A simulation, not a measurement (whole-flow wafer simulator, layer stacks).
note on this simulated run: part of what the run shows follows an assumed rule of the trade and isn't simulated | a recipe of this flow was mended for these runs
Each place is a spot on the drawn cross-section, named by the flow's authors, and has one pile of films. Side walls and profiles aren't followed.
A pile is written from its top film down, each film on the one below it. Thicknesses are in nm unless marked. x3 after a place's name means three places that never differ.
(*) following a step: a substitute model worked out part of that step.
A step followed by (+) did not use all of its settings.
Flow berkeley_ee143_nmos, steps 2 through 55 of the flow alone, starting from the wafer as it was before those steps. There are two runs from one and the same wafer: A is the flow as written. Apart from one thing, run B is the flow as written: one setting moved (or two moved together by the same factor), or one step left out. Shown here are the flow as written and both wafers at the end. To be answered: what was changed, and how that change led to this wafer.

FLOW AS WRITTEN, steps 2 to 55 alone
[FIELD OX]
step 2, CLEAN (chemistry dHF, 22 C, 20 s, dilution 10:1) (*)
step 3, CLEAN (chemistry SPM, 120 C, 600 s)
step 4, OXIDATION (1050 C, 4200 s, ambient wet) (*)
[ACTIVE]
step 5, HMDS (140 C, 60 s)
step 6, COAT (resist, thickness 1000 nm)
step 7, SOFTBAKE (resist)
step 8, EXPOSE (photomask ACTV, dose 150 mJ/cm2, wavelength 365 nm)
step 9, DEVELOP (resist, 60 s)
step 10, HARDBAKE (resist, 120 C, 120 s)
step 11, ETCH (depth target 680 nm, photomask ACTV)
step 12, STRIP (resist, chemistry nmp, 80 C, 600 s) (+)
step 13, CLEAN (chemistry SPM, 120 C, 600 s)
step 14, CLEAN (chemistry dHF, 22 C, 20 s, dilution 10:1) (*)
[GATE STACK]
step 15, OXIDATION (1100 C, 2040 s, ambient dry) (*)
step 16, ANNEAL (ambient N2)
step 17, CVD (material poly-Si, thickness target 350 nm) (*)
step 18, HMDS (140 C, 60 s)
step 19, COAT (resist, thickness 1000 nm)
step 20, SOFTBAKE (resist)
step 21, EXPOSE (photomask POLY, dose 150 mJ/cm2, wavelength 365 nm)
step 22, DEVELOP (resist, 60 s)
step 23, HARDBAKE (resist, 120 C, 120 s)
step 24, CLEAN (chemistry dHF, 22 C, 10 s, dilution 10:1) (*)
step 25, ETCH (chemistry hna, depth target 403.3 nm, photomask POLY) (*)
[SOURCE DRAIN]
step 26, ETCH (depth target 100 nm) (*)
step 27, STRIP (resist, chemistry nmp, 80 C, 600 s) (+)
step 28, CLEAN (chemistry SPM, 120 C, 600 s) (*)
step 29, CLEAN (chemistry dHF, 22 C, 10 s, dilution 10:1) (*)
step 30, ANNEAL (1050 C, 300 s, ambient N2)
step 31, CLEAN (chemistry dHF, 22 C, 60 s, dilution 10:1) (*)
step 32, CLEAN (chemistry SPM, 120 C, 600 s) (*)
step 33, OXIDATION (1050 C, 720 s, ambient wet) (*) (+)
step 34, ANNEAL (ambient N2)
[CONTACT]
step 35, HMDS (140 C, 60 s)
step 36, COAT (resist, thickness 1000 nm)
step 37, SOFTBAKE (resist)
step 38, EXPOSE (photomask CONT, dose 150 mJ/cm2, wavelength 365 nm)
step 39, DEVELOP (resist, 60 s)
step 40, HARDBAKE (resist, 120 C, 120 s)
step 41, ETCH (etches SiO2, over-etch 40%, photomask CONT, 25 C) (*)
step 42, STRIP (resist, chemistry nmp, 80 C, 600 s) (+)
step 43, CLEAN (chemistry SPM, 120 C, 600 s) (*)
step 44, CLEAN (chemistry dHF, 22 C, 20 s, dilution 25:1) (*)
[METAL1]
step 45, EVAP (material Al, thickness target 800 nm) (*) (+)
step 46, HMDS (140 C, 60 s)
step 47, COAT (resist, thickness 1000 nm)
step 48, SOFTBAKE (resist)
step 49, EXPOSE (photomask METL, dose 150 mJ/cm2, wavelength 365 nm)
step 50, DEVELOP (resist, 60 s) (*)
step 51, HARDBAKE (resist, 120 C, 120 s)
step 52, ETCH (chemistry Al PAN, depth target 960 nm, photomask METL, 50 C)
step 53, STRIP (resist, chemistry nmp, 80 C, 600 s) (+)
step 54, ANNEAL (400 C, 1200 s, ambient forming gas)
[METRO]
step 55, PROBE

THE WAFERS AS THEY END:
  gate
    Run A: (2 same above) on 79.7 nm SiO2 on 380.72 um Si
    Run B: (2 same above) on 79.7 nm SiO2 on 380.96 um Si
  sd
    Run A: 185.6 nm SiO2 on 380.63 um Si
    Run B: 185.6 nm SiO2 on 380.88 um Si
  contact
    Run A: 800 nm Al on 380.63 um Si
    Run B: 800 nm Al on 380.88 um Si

What caused this: step 4, OXIDATION: 1050 C, 4200 s, ambient wet (*), was not run.

The path from the change to this, step by step:
  step 11, ETCH (depth target 680 nm, photomask ACTV)
      gate, sd, contact: A SiO2 loses 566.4 (all of it) | B chemical SiO2 loses 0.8 (all of it)
  step 14, CLEAN (chemistry dHF, 22 C, 20 s, dilution 10:1) (*)
      field: A SiO2 loses 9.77 | B chemical SiO2 loses 0.8 (all of it)
  step 15, OXIDATION (1100 C, 2040 s, ambient dry) (*)
      field: A SiO2 gains 11.8, Si loses 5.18 | B SiO2 gains 79.7 (new film), Si loses 35.1
  step 19, COAT (resist, thickness 1000 nm)
      gate: A resist gains 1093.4 (new film) | B resist gains 1000.1 (new film)
      sd: A resist gains 1066.2 (new film) | B resist gains 1000 (new film)
      (also at 2 further places)
  step 22, DEVELOP (resist, 60 s)
      sd: A resist loses 1066.2 (all of it) | B resist loses 1000 (all of it)
      contact: A resist loses 1092 (all of it) | B resist loses 1000.1 (all of it)
      (also at 1 further place)
  step 23, HARDBAKE (resist, 120 C, 120 s)
      gate: A resist loses 93.2 | B resist loses 84.8
  step 26, ETCH (depth target 100 nm) (*)
      field: A SiO2 loses 100 | B SiO2 loses 78.6 (all of it)
  step 27, STRIP (resist, chemistry nmp, 80 C, 600 s) (+)
      gate: A resist loses 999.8 (all of it) | B resist loses 914.8 (all of it)
  step 28, CLEAN (chemistry SPM, 120 C, 600 s) (*)
      field: A nothing | B chemical SiO2 gains 0.8 (new film), Si loses 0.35
  step 29, CLEAN (chemistry dHF, 22 C, 10 s, dilution 10:1) (*)
      field: A SiO2 loses 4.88 | B chemical SiO2 loses 0.8 (all of it)
  step 31, CLEAN (chemistry dHF, 22 C, 60 s, dilution 10:1) (*)
      field: A SiO2 loses 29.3 | B nothing
  step 32, CLEAN (chemistry SPM, 120 C, 600 s) (*)
      field: A nothing | B chemical SiO2 gains 0.8 (new film), Si loses 0.35
  step 33, OXIDATION (1050 C, 720 s, ambient wet) (*) (+)
      field: A SiO2 gains 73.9, Si loses 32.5 | B SiO2 gains 189.4 (new film), chemical SiO2 loses 0.8 (all of it), Si loses 83
  step 36, COAT (resist, thickness 1000 nm)
      gate: A resist gains 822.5 (new film) | B resist gains 764 (new film)
      sd: A resist gains 1160.4 (new film) | B resist gains 1115.8 (new film)
      (also at 2 further places)
  step 39, DEVELOP (resist, 60 s)
      contact: A resist loses 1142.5 (all of it) | B resist loses 1081.1 (all of it)
  step 40, HARDBAKE (resist, 120 C, 120 s)
      gate: A resist loses 69 | B resist loses 63.8
      sd: A resist loses 99.3 | B resist loses 95.3
      (also at 1 further place)
  ... another 4 steps ...
  step 53, STRIP (resist, chemistry nmp, 80 C, 600 s) (+)
      contact: A resist loses 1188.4 (all of it) | B resist loses 1122.3 (all of it)
